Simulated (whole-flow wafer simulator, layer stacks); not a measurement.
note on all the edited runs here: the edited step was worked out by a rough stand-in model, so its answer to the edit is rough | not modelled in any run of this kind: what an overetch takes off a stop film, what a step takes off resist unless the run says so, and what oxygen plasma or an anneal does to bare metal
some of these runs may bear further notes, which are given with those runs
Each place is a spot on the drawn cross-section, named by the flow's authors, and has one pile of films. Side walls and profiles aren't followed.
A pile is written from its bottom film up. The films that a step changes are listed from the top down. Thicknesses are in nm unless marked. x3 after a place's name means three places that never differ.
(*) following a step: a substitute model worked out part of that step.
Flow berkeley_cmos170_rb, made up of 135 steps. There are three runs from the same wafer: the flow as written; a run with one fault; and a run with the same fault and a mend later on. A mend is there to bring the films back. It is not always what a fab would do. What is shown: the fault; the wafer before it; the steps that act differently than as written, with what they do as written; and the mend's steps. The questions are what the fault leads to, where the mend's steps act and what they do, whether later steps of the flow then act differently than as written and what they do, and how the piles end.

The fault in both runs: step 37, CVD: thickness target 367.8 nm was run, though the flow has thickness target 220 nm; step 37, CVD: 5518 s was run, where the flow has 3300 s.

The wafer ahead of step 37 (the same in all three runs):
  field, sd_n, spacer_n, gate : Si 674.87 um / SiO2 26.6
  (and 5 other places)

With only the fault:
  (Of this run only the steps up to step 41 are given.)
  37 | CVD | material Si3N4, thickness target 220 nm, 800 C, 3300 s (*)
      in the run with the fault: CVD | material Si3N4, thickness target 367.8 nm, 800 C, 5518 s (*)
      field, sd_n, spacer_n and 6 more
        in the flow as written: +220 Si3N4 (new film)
        in the run with the fault: +367.8 Si3N4 (new film)
  Every later step of the flow up to step 41 that is run acts as written at every place that is followed.
  The piles after step 41 differ from the flow's at field, sd_n, spacer_n and 6 more by more than 2% or 0.5 nm, whichever is larger.
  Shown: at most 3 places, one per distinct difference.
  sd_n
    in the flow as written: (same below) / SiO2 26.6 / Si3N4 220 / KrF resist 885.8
    in the run with the fault: (same below) / SiO2 26.6 / Si3N4 367.8 / KrF resist 885.8
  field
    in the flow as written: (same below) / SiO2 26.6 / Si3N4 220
    in the run with the fault: (same below) / SiO2 26.6 / Si3N4 367.8

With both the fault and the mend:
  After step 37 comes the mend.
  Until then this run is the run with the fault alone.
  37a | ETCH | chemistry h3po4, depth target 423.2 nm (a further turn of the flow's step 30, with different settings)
      field, sd_n, spacer_n and 6 more
        -367.8 Si3N4 (all of it)
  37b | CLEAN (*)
      alters no film at any place that is followed
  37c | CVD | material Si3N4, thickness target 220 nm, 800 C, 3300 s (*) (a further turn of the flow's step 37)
      field, sd_n, spacer_n and 6 more
        +220 Si3N4 (new film)
  Every later step of the flow that is run acts as written at every place that is followed.
  By the end, the piles equal the flow's at every place that both follow.
